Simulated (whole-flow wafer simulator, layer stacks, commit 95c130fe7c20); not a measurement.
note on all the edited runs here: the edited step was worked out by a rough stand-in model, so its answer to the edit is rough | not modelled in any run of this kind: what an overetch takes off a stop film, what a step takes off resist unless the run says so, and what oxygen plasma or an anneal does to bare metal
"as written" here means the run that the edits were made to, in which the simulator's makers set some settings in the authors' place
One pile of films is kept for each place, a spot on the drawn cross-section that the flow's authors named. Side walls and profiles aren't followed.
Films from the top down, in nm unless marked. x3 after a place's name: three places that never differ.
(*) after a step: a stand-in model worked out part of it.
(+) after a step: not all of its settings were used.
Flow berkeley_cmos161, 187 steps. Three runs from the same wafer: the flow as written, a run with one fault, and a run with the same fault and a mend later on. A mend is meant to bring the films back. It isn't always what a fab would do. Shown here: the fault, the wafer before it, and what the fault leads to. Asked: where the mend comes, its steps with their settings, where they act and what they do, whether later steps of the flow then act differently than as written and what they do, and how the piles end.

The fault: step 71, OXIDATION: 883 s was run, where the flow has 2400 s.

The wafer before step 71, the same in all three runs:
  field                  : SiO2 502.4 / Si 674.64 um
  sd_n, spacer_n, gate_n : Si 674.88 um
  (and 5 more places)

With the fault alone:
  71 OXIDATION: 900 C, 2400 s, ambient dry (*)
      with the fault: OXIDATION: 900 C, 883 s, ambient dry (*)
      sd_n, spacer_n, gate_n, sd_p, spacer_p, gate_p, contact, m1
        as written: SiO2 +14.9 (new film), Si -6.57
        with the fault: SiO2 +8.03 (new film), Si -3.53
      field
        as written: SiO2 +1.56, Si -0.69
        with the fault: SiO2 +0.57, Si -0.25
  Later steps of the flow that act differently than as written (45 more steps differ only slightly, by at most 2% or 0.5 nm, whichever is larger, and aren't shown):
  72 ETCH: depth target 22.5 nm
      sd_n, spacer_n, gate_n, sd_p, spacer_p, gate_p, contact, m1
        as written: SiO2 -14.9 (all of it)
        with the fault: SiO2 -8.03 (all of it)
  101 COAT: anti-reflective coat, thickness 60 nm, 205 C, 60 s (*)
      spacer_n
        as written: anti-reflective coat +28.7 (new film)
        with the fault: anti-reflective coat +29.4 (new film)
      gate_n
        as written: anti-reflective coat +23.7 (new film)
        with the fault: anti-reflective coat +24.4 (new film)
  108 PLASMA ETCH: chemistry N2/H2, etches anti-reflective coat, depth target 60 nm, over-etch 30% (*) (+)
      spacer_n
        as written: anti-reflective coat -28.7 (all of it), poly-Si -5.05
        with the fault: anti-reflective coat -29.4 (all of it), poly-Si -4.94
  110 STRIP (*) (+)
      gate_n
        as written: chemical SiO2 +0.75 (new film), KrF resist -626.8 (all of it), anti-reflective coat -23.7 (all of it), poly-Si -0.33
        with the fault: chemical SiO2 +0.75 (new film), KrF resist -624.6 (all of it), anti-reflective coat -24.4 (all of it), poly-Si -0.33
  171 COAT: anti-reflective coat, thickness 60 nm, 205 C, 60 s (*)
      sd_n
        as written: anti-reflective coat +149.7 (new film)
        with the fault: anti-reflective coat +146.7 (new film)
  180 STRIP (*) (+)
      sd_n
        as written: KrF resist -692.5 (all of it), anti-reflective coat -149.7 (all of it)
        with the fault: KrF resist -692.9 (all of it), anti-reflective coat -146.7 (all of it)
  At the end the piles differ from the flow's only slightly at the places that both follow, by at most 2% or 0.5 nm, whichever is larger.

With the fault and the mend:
  The mend comes after step 71.
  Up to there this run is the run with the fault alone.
  71a OXIDATION: 900 C, 1517 s, ambient dry (*) (the flow's step 71 once more, with other settings)
      sd_n, spacer_n, gate_n, sd_p, spacer_p, gate_p, contact, m1
        SiO2 +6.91, Si -3.04
      field
        SiO2 +0.98, Si -0.43
  No later step of the flow acts differently than as written at any place that is followed.
  At the end the piles are the same as the flow's at every place that both follow.
